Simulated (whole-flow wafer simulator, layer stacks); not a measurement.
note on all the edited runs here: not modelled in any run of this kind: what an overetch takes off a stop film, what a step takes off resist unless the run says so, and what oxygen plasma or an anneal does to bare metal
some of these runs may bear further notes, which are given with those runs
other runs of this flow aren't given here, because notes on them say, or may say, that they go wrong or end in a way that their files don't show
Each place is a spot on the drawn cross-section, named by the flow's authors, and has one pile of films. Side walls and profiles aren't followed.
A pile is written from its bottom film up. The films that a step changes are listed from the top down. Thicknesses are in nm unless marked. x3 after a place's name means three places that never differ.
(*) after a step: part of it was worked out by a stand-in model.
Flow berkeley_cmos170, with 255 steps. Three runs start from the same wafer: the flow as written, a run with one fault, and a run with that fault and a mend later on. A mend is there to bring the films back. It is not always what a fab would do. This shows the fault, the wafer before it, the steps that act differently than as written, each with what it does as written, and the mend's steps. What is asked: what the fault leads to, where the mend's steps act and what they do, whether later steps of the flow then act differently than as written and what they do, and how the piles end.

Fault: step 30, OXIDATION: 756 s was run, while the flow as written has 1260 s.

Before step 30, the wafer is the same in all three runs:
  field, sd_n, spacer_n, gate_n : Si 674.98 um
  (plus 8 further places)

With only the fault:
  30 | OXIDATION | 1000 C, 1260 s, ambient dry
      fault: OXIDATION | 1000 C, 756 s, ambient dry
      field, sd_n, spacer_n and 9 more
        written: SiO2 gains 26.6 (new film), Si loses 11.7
        fault: SiO2 gains 20.2 (new film), Si loses 8.91
  Steps further on in the flow that do not act as written:
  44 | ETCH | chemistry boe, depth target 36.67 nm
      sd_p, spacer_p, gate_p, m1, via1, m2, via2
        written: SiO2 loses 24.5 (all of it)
        fault: SiO2 loses 18.2 (all of it)
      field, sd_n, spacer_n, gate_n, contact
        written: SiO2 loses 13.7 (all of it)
        fault: SiO2 loses 7.4 (all of it)
  At the end the piles are close to the flow's at the places that both follow, differing by at most 2% or 0.5 nm, whichever is larger.

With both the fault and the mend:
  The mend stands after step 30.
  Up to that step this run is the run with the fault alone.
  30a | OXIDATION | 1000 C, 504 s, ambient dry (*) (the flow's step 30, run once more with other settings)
      field, sd_n, spacer_n and 9 more
        SiO2 gains 6.3, Si loses 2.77
  Later steps of the flow that are run all act as written at every place that is followed.
  The piles end the same as the flow's at every place that both follow.
